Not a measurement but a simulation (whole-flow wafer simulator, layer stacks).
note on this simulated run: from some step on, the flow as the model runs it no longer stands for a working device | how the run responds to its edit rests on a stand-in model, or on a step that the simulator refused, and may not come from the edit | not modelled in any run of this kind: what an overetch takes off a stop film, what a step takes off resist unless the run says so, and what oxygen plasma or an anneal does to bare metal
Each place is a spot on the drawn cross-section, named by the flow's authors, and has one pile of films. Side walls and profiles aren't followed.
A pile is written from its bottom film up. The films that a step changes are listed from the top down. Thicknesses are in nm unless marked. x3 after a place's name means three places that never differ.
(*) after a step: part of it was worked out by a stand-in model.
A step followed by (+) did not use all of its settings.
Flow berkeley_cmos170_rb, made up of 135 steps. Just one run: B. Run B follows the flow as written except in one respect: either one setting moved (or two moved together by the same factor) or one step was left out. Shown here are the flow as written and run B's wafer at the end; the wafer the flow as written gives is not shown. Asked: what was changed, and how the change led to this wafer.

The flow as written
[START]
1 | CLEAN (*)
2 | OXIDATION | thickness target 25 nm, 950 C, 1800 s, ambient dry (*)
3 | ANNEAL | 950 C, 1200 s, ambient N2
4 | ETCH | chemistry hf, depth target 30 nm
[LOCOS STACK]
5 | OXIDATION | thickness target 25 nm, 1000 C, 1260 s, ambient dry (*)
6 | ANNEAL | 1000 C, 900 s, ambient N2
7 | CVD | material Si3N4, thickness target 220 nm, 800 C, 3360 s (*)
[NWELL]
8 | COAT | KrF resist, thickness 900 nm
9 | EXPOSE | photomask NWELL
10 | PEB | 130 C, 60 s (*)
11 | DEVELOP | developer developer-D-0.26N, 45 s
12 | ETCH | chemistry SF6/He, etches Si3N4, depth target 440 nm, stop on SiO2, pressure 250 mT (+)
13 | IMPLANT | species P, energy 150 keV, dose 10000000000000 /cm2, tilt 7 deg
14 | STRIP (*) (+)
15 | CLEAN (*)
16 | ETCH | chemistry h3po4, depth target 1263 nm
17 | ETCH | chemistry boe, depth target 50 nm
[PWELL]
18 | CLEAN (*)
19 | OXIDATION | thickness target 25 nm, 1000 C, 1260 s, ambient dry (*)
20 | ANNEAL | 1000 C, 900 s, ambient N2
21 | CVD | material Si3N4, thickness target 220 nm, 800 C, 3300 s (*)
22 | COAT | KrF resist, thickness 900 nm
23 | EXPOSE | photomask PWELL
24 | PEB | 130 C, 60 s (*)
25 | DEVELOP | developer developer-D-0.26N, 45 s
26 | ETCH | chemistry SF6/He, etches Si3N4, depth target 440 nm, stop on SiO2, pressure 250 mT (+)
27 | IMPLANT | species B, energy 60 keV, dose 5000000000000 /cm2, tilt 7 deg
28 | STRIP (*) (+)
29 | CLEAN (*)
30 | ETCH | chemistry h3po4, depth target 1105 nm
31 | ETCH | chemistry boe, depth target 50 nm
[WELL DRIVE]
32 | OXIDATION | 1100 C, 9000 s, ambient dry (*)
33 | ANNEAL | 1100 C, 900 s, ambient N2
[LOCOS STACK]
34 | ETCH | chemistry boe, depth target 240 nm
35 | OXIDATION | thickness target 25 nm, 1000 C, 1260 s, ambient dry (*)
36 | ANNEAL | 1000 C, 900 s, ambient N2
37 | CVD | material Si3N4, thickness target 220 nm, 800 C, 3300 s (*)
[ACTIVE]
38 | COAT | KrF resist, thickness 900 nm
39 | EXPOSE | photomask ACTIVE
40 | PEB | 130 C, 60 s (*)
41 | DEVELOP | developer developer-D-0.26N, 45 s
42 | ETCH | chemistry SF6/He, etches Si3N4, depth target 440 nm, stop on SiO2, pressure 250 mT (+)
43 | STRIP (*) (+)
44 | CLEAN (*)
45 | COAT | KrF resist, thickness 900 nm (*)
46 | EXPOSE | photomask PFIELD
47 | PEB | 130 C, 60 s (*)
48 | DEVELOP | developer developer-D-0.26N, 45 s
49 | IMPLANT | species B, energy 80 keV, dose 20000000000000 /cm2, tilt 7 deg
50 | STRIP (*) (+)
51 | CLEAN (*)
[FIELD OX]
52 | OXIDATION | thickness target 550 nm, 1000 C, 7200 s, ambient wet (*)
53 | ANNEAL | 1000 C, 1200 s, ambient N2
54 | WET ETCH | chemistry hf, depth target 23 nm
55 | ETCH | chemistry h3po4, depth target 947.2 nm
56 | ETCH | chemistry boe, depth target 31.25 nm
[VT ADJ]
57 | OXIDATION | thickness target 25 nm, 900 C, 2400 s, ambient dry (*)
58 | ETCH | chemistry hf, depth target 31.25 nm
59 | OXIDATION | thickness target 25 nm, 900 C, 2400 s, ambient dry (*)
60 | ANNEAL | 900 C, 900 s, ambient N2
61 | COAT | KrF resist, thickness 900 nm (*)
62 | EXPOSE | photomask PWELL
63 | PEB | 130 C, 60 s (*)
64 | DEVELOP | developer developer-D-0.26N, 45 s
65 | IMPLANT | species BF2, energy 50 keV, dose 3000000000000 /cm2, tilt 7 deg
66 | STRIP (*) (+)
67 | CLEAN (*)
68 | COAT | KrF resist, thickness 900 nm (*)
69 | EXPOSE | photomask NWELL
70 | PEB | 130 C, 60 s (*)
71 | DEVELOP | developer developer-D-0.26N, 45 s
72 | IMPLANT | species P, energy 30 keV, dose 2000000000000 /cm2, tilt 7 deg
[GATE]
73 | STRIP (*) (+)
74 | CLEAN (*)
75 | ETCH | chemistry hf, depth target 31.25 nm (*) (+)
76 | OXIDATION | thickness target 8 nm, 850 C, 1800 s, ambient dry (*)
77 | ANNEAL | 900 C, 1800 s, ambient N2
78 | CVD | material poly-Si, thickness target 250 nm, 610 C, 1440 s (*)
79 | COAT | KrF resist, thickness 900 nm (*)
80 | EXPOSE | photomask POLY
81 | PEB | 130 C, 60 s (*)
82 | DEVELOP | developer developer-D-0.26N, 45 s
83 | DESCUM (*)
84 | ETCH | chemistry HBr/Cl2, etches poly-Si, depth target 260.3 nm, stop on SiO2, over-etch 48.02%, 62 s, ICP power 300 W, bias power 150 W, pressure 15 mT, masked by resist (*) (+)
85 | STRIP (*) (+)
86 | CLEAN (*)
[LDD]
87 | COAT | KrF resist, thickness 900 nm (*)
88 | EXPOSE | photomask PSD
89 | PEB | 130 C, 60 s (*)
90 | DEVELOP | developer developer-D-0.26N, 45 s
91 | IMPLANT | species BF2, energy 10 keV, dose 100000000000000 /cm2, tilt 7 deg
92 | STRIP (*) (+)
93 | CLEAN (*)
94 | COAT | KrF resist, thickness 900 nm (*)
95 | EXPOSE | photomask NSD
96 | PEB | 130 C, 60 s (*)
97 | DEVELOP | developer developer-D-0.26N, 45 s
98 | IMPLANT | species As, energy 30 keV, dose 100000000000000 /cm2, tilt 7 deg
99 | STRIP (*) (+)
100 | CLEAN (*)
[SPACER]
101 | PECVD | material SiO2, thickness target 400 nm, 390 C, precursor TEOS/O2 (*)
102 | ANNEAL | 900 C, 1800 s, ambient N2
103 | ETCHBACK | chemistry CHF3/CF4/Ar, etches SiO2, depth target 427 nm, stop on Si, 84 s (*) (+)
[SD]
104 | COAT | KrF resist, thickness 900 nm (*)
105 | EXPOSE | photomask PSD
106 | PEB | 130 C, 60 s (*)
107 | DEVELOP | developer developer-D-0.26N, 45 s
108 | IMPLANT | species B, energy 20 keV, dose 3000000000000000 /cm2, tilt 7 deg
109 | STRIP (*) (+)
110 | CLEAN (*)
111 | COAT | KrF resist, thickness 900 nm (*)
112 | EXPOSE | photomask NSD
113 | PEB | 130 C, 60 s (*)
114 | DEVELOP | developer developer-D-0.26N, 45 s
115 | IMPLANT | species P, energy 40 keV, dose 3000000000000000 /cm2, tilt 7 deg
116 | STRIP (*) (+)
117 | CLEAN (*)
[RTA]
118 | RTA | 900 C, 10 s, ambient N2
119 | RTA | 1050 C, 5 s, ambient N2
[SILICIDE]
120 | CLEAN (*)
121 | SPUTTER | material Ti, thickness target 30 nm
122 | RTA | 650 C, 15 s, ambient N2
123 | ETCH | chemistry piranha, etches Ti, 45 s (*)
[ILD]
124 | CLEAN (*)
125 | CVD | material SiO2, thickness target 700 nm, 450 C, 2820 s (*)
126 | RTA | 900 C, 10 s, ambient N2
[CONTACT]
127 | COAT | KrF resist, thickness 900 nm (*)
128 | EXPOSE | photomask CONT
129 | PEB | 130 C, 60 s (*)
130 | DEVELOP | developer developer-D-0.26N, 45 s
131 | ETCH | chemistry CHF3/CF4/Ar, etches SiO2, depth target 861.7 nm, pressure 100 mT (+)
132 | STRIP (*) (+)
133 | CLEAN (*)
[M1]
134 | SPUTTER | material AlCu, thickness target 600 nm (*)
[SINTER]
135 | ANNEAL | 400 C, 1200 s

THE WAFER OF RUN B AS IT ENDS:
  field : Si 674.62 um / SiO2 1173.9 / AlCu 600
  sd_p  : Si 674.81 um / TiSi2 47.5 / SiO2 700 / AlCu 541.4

Cause: step 58, ETCH: depth target 15.62 nm was run, though the flow has depth target 31.25 nm.

The path from the change to this, step by step:
  58 | ETCH | chemistry hf, depth target 31.25 nm
      field: SiO2 loses 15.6 (in the flow as written it would be: SiO2 loses 31.2)
  121 | SPUTTER | material Ti, thickness target 30 nm
      sd_p: Ti gains 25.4 (new film) (in the flow as written it would be: Ti gains 27.1 (new film))
  122 | RTA | 650 C, 15 s, ambient N2
      sd_p: Ti loses 19.8, TiSi2 C49 gains 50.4 (new film), Si loses 45 (in the flow as written it would be: Ti loses 21.1, TiSi first gains 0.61 (new film), TiSi2 C49 gains 52.9 (new film), Si loses 47.6)
  126 | RTA | 900 C, 10 s, ambient N2
      sd_p: under 1 film: TiSi2 gains 47.5 (new film), TiSi2 C49 loses 50.4 (all of it) (in the flow as written it would be: under 1 film: TiSi2 gains 50.7 (new film), TiSi first loses 0.61 (all of it), TiSi2 C49 loses 52.9 (all of it), Si loses 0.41)
